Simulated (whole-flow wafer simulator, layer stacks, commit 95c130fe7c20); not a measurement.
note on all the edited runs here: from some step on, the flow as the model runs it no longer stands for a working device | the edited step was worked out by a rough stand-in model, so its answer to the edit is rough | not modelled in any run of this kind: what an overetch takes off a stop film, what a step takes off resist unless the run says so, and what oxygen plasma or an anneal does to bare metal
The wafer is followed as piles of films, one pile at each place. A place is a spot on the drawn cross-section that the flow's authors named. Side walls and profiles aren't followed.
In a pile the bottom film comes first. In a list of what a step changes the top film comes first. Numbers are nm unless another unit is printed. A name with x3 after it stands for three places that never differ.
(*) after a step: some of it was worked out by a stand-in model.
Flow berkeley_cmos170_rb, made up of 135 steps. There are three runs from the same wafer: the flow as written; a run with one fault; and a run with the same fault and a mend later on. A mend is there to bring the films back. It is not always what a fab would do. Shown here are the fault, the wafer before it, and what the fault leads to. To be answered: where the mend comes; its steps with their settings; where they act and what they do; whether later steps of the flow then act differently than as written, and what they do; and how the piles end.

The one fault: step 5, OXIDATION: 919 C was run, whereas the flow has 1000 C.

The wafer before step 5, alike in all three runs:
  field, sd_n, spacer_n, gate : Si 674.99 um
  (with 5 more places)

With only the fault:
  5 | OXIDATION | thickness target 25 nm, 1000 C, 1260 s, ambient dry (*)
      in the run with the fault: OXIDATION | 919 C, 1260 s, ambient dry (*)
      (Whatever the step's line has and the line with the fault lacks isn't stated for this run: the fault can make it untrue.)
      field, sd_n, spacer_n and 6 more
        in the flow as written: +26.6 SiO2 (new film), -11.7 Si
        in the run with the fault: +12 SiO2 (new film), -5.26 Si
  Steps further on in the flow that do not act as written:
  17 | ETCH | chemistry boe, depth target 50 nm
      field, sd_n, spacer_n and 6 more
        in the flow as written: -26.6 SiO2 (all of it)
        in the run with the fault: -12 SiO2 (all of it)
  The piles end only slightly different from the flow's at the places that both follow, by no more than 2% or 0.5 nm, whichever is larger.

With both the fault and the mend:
  The mend follows step 6.
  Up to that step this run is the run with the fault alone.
  6a | OXIDATION | 1000 C, 829 s, ambient dry (*) (a further turn of the flow's step 5, with different settings)
      field, sd_n, spacer_n and 6 more
        +14.5 SiO2, -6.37 Si
  Every later step of the flow that is run acts as written, at every place that is followed, to within 2% or 0.5 nm, whichever is larger.
  At every place that both follow, the piles at the end match the flow's.
